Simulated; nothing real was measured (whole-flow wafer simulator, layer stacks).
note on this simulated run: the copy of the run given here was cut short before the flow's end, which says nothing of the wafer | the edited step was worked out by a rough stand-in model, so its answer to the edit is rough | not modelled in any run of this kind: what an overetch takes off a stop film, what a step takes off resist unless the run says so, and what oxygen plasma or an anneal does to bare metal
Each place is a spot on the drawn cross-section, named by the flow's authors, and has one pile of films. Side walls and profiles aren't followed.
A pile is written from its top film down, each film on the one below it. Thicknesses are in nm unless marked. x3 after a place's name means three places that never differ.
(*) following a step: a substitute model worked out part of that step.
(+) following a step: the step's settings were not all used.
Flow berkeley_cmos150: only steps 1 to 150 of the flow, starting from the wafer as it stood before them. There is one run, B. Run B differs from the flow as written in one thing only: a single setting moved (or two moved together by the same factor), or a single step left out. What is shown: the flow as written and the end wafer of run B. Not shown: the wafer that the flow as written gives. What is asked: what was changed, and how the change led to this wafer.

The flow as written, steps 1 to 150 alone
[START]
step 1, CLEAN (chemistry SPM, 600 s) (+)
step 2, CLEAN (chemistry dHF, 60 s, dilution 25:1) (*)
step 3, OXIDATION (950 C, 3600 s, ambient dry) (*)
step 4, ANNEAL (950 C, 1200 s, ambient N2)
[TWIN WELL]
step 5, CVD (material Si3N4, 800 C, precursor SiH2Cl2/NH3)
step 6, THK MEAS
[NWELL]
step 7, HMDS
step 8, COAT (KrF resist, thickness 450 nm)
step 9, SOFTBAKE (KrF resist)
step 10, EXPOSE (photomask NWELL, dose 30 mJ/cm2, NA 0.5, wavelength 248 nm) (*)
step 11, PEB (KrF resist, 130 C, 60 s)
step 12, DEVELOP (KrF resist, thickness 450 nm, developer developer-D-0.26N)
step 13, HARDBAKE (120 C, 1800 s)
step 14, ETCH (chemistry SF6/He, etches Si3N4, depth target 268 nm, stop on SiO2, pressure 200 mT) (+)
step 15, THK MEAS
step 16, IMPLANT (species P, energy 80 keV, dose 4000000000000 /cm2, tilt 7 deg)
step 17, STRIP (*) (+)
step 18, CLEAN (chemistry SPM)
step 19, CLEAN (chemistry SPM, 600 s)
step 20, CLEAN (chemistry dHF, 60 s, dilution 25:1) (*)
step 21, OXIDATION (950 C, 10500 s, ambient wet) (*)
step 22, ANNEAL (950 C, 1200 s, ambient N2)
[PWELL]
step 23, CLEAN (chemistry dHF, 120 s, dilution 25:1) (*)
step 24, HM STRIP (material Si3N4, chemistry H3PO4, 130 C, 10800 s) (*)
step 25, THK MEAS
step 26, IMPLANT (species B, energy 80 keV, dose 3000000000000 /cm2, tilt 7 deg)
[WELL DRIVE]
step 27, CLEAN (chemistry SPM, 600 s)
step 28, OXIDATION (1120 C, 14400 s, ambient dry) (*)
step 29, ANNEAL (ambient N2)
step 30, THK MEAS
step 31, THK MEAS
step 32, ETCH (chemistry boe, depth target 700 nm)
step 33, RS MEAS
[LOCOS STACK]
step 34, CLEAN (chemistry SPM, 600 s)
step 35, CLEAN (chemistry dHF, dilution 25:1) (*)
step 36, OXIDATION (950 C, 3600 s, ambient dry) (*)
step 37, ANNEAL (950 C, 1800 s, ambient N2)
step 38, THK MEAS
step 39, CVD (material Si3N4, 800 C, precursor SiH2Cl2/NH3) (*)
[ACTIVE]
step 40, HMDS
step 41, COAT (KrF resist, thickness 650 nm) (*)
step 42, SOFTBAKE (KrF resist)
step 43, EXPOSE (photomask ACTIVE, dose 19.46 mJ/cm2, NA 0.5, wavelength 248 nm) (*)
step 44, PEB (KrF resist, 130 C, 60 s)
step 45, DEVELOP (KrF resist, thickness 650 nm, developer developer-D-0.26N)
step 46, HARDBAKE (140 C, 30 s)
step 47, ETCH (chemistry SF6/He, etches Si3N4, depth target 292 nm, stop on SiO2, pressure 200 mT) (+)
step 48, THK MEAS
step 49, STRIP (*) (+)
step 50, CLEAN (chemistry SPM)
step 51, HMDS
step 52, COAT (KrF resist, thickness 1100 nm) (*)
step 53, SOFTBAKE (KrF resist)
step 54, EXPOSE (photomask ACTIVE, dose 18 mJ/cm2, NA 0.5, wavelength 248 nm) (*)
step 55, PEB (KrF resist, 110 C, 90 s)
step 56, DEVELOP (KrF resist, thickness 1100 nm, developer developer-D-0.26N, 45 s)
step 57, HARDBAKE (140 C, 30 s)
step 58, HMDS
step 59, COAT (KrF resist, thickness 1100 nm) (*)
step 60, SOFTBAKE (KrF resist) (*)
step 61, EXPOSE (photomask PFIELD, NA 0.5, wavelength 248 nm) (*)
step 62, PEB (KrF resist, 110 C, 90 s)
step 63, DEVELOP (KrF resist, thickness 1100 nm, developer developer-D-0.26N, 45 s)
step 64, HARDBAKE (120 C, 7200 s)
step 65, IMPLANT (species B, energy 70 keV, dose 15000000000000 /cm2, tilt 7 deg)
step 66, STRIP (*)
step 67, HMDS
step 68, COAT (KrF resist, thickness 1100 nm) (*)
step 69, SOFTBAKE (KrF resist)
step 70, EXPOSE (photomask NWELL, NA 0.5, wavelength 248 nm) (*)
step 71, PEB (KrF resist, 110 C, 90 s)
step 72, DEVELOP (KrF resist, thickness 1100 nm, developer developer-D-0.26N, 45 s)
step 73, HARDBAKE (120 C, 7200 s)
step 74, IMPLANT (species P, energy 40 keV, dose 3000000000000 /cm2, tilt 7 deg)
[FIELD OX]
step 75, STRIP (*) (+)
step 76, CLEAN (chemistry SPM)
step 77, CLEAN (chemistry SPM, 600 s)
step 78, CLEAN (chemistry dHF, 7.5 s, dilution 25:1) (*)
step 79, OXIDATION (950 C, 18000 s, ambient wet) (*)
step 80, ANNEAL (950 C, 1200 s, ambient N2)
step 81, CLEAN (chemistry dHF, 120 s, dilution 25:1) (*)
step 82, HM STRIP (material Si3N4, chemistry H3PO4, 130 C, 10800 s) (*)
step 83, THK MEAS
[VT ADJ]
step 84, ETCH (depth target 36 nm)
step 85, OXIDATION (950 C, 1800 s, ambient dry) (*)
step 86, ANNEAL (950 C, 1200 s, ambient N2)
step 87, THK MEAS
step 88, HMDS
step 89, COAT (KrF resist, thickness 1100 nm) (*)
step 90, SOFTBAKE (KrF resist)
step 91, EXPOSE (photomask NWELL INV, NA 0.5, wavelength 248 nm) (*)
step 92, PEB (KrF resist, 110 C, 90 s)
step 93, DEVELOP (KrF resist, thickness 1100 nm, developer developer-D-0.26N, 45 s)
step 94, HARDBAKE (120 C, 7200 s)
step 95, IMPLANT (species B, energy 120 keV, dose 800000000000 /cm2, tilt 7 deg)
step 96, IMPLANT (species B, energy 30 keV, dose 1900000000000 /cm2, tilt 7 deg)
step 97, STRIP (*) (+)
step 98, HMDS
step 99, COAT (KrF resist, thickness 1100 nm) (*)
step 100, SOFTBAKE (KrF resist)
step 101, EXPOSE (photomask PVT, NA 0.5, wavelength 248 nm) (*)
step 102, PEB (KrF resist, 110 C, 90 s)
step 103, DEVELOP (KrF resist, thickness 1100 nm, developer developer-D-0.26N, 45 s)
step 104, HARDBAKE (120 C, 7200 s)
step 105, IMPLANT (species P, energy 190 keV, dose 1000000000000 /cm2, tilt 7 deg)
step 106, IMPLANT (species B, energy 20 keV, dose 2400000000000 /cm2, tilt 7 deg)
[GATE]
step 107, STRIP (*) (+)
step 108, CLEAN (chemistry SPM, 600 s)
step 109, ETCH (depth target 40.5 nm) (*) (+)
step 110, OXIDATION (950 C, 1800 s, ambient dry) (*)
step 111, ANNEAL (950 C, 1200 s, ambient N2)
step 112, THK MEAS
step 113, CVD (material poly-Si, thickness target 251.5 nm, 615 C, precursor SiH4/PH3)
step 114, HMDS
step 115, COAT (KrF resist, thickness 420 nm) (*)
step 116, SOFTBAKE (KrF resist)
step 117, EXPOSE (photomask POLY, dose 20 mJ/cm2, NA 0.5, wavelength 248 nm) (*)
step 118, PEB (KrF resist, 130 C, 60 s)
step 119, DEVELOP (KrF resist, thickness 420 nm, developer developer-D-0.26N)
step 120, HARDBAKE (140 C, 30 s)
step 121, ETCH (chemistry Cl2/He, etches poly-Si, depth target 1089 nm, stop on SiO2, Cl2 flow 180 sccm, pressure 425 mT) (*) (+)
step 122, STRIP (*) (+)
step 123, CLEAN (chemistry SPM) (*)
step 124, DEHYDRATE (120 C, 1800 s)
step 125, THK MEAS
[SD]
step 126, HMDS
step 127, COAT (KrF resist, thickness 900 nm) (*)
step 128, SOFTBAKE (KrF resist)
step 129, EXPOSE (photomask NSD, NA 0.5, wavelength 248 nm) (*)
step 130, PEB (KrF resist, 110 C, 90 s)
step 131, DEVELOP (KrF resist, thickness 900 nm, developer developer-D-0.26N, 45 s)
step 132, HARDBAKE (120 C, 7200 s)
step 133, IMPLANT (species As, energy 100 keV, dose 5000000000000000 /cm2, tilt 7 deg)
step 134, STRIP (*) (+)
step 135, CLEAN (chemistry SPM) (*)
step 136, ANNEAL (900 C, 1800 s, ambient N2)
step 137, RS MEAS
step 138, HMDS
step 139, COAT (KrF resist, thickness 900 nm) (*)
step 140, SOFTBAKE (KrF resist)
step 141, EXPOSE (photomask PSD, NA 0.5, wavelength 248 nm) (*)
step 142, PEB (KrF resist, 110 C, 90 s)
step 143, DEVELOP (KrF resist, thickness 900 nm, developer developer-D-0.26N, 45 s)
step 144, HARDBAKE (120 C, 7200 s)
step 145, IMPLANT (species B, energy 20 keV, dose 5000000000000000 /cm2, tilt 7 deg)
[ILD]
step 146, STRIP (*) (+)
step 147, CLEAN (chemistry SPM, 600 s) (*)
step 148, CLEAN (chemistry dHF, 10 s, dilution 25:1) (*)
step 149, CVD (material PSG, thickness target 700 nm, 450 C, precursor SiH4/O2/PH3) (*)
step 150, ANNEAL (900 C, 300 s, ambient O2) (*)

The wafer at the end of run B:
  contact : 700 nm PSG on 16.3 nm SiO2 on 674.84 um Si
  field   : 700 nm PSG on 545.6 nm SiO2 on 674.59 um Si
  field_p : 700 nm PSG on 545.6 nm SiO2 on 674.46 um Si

Cause: step 109, ETCH: depth target 17.37 nm was run, while the flow as written has depth target 40.5 nm.

Step by step, how the change led to this:
  step 109, ETCH (depth target 40.5 nm) (*) (+)
      gate_n, sd_p, gate_p, contact, m1: SiO2 loses 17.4 (it would be, as written: SiO2 loses 20.4 (all of it))
      sd_n: SiO2 loses 17.4 (it would be, as written: SiO2 loses 40.4 (all of it))
      (also at 2 further places)
  step 110, OXIDATION (950 C, 1800 s, ambient dry) (*)
      gate_n, sd_p, gate_p, contact, m1: SiO2 gains 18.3, Si loses 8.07 (it would be, as written: SiO2 gains 20.4 (new film), Si loses 8.98)
      sd_n: SiO2 gains 12.2, Si loses 5.37 (it would be, as written: SiO2 gains 20.4 (new film), Si loses 8.98)
  step 115, COAT (KrF resist, thickness 420 nm) (*)
      gate_n: KrF resist gains 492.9 (new film) (it would be, as written: KrF resist gains 482.5 (new film))
  step 120, HARDBAKE (140 C, 30 s)
      gate_n: KrF resist loses 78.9 (it would be, as written: KrF resist loses 77.1)
  step 122, STRIP (*) (+)
      gate_n: chemical SiO2 gains 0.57 (new film), KrF resist loses 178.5 (all of it), poly-Si loses 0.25 (it would be, as written: chemical SiO2 gains 0.57 (new film), KrF resist loses 169.8 (all of it), poly-Si loses 0.25)
      gate_p: chemical SiO2 gains 0.57 (new film), KrF resist loses 210.8 (all of it), poly-Si loses 0.25 (it would be, as written: chemical SiO2 gains 0.57 (new film), KrF resist loses 206.4 (all of it), poly-Si loses 0.25)
